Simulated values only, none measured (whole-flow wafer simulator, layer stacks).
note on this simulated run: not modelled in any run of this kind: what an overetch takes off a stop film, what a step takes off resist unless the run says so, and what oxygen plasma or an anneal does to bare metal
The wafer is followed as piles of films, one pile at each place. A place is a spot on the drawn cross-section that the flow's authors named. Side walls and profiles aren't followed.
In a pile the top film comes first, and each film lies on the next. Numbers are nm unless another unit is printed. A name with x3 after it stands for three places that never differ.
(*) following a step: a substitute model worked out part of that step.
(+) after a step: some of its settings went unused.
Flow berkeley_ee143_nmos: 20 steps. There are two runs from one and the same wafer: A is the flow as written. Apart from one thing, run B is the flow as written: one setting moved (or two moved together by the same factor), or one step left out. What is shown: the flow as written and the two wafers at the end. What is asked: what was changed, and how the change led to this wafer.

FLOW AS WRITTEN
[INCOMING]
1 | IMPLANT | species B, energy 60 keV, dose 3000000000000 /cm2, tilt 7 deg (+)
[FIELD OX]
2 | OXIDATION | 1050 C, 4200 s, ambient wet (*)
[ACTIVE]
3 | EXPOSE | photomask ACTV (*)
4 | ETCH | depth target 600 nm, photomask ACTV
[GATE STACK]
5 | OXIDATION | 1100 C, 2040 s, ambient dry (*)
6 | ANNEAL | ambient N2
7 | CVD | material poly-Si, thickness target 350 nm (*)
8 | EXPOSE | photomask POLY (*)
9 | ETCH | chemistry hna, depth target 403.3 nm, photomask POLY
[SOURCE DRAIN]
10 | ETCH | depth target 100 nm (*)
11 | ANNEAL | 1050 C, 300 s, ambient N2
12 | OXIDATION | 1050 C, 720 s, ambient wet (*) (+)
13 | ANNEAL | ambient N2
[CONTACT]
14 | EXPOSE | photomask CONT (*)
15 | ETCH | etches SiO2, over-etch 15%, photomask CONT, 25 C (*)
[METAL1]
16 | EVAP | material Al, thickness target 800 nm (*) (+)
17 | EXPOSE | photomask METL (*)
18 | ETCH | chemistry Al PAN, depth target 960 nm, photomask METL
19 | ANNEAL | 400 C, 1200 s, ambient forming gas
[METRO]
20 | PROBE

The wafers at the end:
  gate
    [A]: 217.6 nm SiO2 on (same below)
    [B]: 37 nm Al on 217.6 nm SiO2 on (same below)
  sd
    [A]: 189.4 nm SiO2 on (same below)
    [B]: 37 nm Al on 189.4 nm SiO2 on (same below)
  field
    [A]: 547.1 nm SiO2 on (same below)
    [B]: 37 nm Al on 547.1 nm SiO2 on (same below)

The reason: step 18, ETCH: depth target 763 nm was run, though the flow has depth target 960 nm.

The path from the change to this, step by step:
  18 | ETCH | chemistry Al PAN, depth target 960 nm, photomask METL
      gate, sd, field: A -800 Al (all of it) | B -763 Al
With metal films that touch counted as one body, gate has 1 body; the flow as written gives 0 bodies.
With metal films that touch counted as one body, sd has 1 body; the flow as written gives 0 bodies.
With metal films that touch counted as one body, field has 1 body; the flow as written gives 0 bodies.
